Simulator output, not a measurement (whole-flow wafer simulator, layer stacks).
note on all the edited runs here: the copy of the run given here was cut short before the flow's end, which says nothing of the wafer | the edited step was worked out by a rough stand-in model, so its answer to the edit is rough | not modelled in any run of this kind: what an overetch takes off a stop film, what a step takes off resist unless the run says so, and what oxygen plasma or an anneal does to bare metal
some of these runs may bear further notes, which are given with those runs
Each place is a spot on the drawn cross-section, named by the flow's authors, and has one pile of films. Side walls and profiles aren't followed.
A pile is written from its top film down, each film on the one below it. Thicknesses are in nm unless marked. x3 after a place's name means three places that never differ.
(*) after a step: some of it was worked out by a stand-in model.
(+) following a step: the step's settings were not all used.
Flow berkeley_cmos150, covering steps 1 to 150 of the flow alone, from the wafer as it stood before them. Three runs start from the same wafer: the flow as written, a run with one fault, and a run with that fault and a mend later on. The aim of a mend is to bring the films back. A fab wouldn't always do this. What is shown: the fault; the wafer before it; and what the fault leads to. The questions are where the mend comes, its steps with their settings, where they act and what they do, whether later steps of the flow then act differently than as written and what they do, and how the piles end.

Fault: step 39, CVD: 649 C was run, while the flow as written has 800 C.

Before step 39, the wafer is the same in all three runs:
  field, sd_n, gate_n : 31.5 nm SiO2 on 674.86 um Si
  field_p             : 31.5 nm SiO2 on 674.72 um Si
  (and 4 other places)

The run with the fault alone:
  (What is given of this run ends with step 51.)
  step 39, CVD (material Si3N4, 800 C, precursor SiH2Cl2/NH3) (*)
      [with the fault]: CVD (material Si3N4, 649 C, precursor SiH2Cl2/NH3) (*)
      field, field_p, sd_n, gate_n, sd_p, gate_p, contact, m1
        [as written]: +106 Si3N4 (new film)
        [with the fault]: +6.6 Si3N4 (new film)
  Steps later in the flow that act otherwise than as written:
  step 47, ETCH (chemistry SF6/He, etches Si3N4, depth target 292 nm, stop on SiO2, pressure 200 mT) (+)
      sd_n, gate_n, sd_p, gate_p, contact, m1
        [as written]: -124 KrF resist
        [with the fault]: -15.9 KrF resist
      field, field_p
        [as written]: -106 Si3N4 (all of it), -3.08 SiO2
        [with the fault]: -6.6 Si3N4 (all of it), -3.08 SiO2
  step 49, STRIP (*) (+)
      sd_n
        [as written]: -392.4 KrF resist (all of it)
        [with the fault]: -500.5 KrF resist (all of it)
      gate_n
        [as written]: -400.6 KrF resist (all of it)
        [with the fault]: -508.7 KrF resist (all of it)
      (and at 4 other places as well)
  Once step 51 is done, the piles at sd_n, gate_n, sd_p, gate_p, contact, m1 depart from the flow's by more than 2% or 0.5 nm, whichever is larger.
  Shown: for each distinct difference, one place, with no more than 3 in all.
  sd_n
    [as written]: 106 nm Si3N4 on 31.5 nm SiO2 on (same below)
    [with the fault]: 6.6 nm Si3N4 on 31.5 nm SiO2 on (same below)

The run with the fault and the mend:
  After step 39 comes the mend.
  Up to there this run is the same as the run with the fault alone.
  step 39a, CVD (material Si3N4, 800 C, precursor SiH2Cl2/NH3) (*) (the flow's step 39, run once more with other settings, which are not printed)
      field, field_p, sd_n, gate_n, sd_p, gate_p, contact, m1
        +99.4 Si3N4
  Every later step of the flow that is run acts as written, at every place that is followed, to within 2% or 0.5 nm, whichever is larger.
  At every place that both follow, the piles at the end match the flow's.
